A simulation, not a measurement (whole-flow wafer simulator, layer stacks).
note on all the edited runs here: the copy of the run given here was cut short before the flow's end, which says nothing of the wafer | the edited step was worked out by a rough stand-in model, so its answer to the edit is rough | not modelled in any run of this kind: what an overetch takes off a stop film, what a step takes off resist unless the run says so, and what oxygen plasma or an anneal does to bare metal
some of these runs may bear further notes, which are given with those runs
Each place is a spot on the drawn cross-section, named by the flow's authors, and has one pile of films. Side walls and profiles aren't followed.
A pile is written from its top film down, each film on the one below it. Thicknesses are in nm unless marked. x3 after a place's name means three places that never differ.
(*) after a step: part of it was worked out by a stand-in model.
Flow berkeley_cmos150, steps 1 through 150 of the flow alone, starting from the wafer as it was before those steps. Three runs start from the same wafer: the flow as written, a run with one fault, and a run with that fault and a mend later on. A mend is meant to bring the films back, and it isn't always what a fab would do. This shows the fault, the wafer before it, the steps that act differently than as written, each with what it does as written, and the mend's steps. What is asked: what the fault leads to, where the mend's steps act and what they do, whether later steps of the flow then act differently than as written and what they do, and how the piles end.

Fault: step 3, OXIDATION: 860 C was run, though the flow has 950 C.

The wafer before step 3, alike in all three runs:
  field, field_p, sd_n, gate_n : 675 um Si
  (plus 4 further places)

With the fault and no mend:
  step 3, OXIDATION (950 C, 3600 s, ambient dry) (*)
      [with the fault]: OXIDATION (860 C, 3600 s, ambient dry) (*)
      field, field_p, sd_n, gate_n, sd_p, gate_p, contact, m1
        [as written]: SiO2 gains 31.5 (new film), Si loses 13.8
        [with the fault]: SiO2 gains 12.8 (new film), Si loses 5.65
  Steps later in the flow that act otherwise than as written (36 other steps are not shown; they differ only slightly, by no more than 2% or 0.5 nm, whichever is larger):
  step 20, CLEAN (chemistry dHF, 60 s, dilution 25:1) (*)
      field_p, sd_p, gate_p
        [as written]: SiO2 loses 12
        [with the fault]: SiO2 loses 9.76 (all of it)
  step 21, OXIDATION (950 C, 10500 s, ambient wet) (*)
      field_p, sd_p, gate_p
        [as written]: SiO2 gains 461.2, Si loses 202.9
        [with the fault]: SiO2 gains 473 (new film), Si loses 208.1
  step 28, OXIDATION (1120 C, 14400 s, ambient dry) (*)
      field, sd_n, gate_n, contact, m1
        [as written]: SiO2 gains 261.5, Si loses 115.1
        [with the fault]: SiO2 gains 277.2, Si loses 122
  At the end the piles are close to the flow's at the places that both follow, differing by at most 2% or 0.5 nm, whichever is larger.

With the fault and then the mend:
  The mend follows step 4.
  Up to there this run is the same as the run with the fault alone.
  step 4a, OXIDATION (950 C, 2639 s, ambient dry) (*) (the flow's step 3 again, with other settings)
      field, field_p, sd_n, gate_n, sd_p, gate_p, contact, m1
        SiO2 gains 18.8, Si loses 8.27
  None of the later steps of the flow differs from how it acts as written, at any place that is followed, by more than 2% or 0.5 nm, whichever is larger.
  By the end, the piles equal the flow's at every place that both follow.
